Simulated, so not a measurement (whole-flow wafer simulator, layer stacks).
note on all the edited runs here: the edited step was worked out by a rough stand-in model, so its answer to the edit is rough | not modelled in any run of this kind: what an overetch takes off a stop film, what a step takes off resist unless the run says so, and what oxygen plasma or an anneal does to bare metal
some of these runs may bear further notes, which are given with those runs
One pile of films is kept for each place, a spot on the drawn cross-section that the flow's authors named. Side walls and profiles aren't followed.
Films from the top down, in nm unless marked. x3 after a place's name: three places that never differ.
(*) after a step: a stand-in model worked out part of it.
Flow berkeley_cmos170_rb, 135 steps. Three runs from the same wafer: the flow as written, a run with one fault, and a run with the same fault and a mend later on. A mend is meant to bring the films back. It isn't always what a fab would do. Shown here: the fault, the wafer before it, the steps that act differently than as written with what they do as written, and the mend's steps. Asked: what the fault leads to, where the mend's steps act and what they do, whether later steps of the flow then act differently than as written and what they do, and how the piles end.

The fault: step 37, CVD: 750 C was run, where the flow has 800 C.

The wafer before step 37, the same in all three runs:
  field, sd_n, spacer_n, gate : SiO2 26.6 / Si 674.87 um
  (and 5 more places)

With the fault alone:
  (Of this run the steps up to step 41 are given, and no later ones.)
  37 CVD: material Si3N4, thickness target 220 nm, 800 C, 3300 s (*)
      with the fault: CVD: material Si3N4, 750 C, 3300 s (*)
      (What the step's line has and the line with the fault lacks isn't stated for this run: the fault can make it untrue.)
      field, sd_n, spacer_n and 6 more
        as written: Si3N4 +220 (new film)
        with the fault: Si3N4 +99.1 (new film)
  No later step of the flow up to step 41 acts differently than as written at any place that is followed.
  After step 41 the piles differ from the flow's by more than 2% or 0.5 nm, whichever is larger, at field, sd_n, spacer_n and 6 more.
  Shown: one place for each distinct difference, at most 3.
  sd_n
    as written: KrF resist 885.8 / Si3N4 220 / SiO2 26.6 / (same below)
    with the fault: KrF resist 885.8 / Si3N4 99.1 / SiO2 26.6 / (same below)
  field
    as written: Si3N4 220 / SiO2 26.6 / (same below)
    with the fault: Si3N4 99.1 / SiO2 26.6 / (same below)

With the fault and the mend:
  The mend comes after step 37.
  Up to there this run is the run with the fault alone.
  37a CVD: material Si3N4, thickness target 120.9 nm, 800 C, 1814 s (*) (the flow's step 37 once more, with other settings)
      field, sd_n, spacer_n and 6 more
        Si3N4 +120.9
  No later step of the flow acts differently than as written, at any place that is followed, by more than 2% or 0.5 nm, whichever is larger.
  At the end the piles are the same as the flow's at every place that both follow.
